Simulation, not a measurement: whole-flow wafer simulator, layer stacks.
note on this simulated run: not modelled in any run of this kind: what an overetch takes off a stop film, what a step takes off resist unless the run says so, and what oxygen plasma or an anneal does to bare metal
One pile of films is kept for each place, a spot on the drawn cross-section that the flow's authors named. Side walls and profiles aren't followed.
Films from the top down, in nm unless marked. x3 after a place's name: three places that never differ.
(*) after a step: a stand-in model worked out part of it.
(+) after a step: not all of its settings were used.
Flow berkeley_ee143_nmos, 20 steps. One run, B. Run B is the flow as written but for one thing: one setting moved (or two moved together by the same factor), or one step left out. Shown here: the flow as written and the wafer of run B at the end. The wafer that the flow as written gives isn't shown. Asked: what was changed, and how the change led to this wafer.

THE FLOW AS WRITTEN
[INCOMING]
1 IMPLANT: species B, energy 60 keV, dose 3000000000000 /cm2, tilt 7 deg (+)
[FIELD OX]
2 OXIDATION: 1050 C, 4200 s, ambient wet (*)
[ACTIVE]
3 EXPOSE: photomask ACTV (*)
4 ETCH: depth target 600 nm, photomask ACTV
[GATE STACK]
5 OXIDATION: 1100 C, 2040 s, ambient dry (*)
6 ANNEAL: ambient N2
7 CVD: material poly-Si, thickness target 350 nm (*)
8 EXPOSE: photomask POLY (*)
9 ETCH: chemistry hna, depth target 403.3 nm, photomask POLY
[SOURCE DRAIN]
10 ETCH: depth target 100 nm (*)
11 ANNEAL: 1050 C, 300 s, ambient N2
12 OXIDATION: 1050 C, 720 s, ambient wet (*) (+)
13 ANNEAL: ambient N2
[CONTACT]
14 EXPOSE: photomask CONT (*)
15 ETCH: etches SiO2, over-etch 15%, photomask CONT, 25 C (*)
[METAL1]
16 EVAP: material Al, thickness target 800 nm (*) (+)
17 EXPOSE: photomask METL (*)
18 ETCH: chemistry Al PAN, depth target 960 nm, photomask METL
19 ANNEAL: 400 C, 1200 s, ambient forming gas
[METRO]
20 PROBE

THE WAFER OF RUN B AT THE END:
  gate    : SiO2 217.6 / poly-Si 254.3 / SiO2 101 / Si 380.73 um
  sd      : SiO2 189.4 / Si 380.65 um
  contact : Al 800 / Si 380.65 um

The cause: step 4, ETCH: depth target 515 nm was run, where the flow has depth target 600 nm.

How the change led to this, step by step:
  4 ETCH: depth target 600 nm, photomask ACTV
      gate, sd, contact: SiO2 -515 (as written it would be: SiO2 -566.4 (all of it))
  5 OXIDATION: 1100 C, 2040 s, ambient dry (*)
      gate, sd, contact: SiO2 +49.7, Si -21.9 (as written it would be: SiO2 +79.7 (new film), Si -35.1)
  10 ETCH: depth target 100 nm (*)
      sd, contact: SiO2 -100 (as written it would be: SiO2 -79.7 (all of it))
  12 OXIDATION: 1050 C, 720 s, ambient wet (*) (+)
      sd, contact: SiO2 +188.4, Si -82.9 (as written it would be: SiO2 +189.4 (new film), Si -83.4)
